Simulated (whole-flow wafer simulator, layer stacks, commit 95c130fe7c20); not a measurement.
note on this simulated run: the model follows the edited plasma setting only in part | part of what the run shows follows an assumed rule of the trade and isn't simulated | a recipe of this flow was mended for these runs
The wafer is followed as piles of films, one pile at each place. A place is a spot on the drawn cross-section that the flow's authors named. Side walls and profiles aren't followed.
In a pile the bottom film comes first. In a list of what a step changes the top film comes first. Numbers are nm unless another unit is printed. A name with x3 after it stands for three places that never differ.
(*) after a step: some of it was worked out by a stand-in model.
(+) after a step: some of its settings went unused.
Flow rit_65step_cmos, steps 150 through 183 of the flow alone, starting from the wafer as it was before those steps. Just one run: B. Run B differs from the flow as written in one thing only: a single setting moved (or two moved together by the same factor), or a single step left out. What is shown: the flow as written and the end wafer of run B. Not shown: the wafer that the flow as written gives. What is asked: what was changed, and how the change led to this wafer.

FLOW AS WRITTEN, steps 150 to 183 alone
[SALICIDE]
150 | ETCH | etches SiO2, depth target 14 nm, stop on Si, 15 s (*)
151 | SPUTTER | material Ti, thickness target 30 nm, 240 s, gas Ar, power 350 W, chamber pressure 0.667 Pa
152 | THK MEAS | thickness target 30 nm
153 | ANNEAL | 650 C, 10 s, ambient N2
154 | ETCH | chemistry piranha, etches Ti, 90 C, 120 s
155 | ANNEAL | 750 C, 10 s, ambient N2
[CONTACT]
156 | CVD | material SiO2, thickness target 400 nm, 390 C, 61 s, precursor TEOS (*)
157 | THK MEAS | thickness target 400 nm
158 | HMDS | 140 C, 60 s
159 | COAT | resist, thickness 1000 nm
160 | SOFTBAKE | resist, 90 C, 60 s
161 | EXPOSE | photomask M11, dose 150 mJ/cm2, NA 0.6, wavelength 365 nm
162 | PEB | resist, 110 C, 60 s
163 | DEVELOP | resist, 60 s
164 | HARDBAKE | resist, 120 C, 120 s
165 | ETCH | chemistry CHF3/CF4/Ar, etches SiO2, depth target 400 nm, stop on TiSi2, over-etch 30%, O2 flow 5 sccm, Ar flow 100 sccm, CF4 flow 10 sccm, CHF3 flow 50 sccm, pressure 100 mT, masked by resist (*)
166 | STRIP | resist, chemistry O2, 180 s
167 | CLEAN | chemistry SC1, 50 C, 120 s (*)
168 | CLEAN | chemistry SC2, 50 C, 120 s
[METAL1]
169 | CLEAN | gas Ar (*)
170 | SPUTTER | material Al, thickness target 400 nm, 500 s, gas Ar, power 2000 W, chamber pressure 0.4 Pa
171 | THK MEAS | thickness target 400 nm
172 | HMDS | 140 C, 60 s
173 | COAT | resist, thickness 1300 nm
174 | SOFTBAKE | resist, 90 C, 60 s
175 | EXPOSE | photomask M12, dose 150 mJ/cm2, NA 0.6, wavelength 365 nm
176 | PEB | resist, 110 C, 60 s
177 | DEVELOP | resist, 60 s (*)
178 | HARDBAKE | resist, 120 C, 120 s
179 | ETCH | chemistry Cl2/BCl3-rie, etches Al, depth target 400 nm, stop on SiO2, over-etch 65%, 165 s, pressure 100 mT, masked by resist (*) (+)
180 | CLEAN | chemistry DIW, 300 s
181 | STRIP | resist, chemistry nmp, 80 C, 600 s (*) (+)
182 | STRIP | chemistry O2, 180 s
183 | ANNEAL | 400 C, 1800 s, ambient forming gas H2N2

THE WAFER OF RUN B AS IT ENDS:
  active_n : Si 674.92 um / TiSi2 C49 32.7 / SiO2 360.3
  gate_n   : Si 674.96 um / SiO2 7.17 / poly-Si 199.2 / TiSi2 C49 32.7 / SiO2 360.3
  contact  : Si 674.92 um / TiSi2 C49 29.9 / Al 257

Cause: step 151, SPUTTER: power 193 W was run, though the flow has power 350 W.

Step by step, how the change led to this:
  151 | SPUTTER | material Ti, thickness target 30 nm, 240 s, gas Ar, power 350 W, chamber pressure 0.667 Pa
      field, field_pw, field_nw and 11 more: +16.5 Ti (new film) (as written it would have been: +30 Ti (new film))
  153 | ANNEAL | 650 C, 10 s, ambient N2
      active_n, active_p, sd_n, sd_p, contact, m1: -12.9 Ti, +32.8 TiSi2 C49 (new film), -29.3 Si (as written it would have been: -23.4 Ti, +15 TiSi first (new film), +37.2 TiSi2 C49 (new film), -43.1 Si)
      gate_n, gate_p: -12.9 Ti, +32.8 TiSi2 C49 (new film), -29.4 poly-Si (as written it would have been: -23.4 Ti, +15 TiSi first (new film), +37.2 TiSi2 C49 (new film), -43.3 poly-Si)
  154 | ETCH | chemistry piranha, etches Ti, 90 C, 120 s
      active_n, active_p, gate_n, gate_p, sd_n, sd_p, contact, m1: -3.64 Ti (all of it), -0.11 TiSi2 C49 (as written it would have been: -6.6 Ti (all of it), -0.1 TiSi first)
      field, field_pw, field_nw, field_p, spacer, spacer_p: -16.5 Ti (all of it) (as written it would have been: -30 Ti (all of it))
  155 | ANNEAL | 750 C, 10 s, ambient N2
      active_n, active_p, sd_n, sd_p, contact, m1: nothing (as written it would have been: +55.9 TiSi2 (new film), -14.9 TiSi first (all of it), -37.2 TiSi2 C49 (all of it), -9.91 Si)
      gate_n, gate_p: nothing (as written it would have been: +55.9 TiSi2 (new film), -14.9 TiSi first (all of it), -37.2 TiSi2 C49 (all of it), -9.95 poly-Si)
  165 | ETCH | chemistry CHF3/CF4/Ar, etches SiO2, depth target 400 nm, stop on TiSi2, over-etch 30%, O2 flow 5 sccm, Ar flow 100 sccm, CF4 flow 10 sccm, CHF3 flow 50 sccm, pressure 100 mT, masked by resist (*)
      contact: -400 SiO2 (all of it) (as written it would have been: -400 SiO2 (all of it), -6 TiSi2)
  169 | CLEAN | gas Ar (*)
      contact: -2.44 TiSi2 C49 (as written it would have been: -2.31 TiSi2)
